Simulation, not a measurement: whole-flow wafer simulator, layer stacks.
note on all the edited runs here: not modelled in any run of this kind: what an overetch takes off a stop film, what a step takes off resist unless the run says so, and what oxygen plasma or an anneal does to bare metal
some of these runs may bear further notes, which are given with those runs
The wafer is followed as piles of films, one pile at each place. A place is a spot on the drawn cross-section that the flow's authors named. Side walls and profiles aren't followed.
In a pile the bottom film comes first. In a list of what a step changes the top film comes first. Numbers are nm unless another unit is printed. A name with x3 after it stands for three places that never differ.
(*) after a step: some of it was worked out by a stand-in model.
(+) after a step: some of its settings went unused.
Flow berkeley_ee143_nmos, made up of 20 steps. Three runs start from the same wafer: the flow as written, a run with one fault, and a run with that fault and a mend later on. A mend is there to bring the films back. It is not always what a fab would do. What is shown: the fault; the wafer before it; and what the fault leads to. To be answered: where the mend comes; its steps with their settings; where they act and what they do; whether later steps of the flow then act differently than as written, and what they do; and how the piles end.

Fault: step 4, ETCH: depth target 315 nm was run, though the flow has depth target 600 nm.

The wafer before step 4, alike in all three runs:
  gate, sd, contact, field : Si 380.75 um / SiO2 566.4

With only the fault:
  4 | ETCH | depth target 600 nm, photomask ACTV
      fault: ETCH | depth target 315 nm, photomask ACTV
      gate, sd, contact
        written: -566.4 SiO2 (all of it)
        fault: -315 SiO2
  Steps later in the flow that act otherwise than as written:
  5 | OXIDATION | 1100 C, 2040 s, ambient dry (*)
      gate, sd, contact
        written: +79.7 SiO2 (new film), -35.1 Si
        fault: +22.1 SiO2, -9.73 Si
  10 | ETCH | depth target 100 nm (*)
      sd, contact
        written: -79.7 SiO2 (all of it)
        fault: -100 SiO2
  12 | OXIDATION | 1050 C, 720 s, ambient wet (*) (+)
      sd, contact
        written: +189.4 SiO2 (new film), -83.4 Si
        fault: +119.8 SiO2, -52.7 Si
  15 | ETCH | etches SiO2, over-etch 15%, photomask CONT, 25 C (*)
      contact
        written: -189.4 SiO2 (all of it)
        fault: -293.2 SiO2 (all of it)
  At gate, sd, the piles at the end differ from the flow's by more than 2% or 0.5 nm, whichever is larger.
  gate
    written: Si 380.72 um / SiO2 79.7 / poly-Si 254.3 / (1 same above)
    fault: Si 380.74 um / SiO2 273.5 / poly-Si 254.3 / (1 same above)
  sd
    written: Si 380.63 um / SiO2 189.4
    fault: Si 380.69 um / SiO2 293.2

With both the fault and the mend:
  After step 4 comes the mend.
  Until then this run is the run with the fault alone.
  4a | ETCH | depth target 285 nm, photomask ACTV (the flow's step 4 again, with other settings)
      gate, sd, contact
        -251.4 SiO2 (all of it)
  Every later step of the flow that is run acts as written at every place that is followed.
  At every place that both follow, the piles at the end match the flow's.
